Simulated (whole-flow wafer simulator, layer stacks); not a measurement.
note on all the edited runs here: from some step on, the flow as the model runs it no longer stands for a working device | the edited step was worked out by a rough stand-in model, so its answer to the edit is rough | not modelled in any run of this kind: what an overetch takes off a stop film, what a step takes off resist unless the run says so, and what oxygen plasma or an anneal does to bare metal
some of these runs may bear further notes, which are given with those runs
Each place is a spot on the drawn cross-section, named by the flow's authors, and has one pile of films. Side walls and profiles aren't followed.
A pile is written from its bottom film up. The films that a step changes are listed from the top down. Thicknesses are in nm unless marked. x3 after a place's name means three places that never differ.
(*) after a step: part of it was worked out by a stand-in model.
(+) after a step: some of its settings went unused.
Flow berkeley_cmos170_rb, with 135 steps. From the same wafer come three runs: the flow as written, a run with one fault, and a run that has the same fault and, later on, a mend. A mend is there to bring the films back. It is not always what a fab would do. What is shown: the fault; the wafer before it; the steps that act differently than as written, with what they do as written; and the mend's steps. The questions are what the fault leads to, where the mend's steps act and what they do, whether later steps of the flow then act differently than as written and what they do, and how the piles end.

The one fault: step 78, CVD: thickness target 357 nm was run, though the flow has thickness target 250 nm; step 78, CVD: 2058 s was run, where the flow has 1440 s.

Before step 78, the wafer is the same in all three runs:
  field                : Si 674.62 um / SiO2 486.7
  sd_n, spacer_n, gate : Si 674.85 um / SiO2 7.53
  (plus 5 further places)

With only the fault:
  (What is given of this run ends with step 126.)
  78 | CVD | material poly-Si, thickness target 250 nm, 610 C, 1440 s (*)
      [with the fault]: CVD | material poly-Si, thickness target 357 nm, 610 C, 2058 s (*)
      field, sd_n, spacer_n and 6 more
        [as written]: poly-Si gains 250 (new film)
        [with the fault]: poly-Si gains 357 (new film)
  Steps later in the flow that act otherwise than as written (6 more steps, not shown, differ only slightly: by at most 2% or 0.5 nm, whichever is larger):
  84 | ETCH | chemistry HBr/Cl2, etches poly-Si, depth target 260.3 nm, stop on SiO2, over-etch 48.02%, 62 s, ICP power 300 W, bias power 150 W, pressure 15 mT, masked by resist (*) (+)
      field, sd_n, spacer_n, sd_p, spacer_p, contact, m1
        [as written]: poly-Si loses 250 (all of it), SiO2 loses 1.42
        [with the fault]: poly-Si loses 357 (all of it), SiO2 loses 0.14
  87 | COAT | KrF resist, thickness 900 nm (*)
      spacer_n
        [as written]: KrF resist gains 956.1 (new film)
        [with the fault]: KrF resist gains 980.1 (new film)
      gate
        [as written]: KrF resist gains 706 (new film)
        [with the fault]: KrF resist gains 625.4 (new film)
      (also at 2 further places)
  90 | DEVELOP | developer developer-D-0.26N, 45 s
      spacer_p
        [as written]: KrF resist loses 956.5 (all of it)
        [with the fault]: KrF resist loses 981.3 (all of it)
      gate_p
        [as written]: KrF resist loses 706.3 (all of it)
        [with the fault]: KrF resist loses 626.3 (all of it)
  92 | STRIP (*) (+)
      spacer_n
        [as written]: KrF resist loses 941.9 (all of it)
        [with the fault]: KrF resist loses 965.9 (all of it)
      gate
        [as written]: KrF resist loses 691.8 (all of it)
        [with the fault]: KrF resist loses 611.2 (all of it)
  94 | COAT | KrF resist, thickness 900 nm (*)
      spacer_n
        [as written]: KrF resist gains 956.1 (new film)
        [with the fault]: KrF resist gains 980.1 (new film)
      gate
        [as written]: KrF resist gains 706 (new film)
        [with the fault]: KrF resist gains 625.4 (new film)
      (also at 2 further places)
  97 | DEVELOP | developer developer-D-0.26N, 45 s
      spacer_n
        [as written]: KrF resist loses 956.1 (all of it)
        [with the fault]: KrF resist loses 980.1 (all of it)
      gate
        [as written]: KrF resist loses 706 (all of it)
        [with the fault]: KrF resist loses 625.4 (all of it)
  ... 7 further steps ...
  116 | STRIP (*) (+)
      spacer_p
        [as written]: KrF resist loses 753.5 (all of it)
        [with the fault]: KrF resist loses 678.7 (all of it)
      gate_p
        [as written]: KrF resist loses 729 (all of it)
        [with the fault]: KrF resist loses 656.1 (all of it)
  The piles after step 126 differ from the flow's at spacer_n, gate, spacer_p, gate_p by more than 2% or 0.5 nm, whichever is larger.
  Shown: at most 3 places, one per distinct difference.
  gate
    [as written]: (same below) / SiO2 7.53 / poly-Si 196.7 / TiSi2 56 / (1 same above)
    [with the fault]: (same below) / SiO2 7.53 / poly-Si 303.7 / TiSi2 56 / (1 same above)
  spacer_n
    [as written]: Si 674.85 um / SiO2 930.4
    [with the fault]: Si 674.85 um / SiO2 1037.4
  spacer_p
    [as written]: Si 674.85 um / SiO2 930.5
    [with the fault]: Si 674.85 um / SiO2 1037.5

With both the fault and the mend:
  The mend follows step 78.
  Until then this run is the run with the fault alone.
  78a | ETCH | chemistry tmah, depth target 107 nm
      field, sd_n, spacer_n and 6 more
        poly-Si loses 107
  Later steps of the flow that are run all act as written at every place that is followed.
  By the end, the piles equal the flow's at every place that both follow.
